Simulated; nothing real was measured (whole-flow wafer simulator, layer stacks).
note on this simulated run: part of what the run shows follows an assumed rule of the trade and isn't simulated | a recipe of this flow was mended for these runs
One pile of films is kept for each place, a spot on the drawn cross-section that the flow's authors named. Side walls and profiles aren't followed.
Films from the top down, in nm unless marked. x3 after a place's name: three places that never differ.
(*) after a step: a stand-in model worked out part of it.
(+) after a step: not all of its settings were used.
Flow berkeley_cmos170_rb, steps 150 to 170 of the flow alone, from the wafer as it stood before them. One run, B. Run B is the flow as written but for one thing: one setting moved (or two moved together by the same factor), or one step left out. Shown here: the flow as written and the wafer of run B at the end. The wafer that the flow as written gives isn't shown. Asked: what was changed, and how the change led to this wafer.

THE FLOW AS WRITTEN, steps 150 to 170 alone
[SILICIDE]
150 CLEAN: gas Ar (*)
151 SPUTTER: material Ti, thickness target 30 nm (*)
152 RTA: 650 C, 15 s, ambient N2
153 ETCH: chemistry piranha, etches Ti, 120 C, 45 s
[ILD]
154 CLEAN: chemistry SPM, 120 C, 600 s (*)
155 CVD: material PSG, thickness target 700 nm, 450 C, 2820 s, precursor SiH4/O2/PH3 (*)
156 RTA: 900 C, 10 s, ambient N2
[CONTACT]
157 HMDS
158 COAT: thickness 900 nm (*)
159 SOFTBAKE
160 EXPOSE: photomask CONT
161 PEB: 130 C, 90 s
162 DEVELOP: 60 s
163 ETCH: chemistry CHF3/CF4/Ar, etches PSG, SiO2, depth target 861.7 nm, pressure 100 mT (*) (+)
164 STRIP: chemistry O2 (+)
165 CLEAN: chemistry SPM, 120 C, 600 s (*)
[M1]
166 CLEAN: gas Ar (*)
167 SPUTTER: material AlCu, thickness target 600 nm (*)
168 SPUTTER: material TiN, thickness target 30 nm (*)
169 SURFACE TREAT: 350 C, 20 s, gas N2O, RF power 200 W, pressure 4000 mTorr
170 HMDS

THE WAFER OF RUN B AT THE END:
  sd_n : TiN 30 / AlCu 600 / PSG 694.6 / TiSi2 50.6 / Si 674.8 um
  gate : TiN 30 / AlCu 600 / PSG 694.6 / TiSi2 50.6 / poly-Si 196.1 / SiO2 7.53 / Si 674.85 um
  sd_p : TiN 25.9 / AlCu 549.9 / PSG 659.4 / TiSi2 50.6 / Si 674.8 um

The cause: step 152, RTA: 6 s was run, where the flow has 15 s.

How the change led to this, step by step:
  152 RTA: 650 C, 15 s, ambient N2
      sd_n, contact, m1: Ti -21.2, TiSi first +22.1 (new film), TiSi2 C49 +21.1 (new film), Si -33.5 (as written it would be: Ti -23.4, TiSi first +6.2 (new film), TiSi2 C49 +50.3 (new film), Si -49)
      gate, gate_p: Ti -21.2, TiSi first +22.1 (new film), TiSi2 C49 +21.1 (new film), poly-Si -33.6 (as written it would be: Ti -23.4, TiSi first +6.2 (new film), TiSi2 C49 +50.3 (new film), poly-Si -49.2)
      (and at 1 more place)
  153 ETCH: chemistry piranha, etches Ti, 120 C, 45 s
      sd_n, gate, gate_p, contact, m1: Ti -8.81 (all of it), TiSi first -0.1 (as written it would be: Ti -6.6 (all of it), TiSi first -0.1)
      sd_p: Ti -6.72 (all of it), TiSi first -0.1 (as written it would be: Ti -6.14 (all of it), TiSi first -0.1)
  156 RTA: 900 C, 10 s, ambient N2
      sd_n, contact, m1: under 1 film: TiSi2 +50.6 (new film), TiSi first -22 (all of it), TiSi2 C49 -21.1 (all of it), Si -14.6 (as written it would be: under 1 film: TiSi2 +55.9 (new film), TiSi first -6.09 (all of it), TiSi2 C49 -50.3 (all of it), Si -4.05)
      gate, gate_p: under 1 film: TiSi2 +50.6 (new film), TiSi first -22 (all of it), TiSi2 C49 -21.1 (all of it), poly-Si -14.6 (as written it would be: under 1 film: TiSi2 +55.9 (new film), TiSi first -6.09 (all of it), TiSi2 C49 -50.3 (all of it), poly-Si -4.06)
      (and at 1 more place)
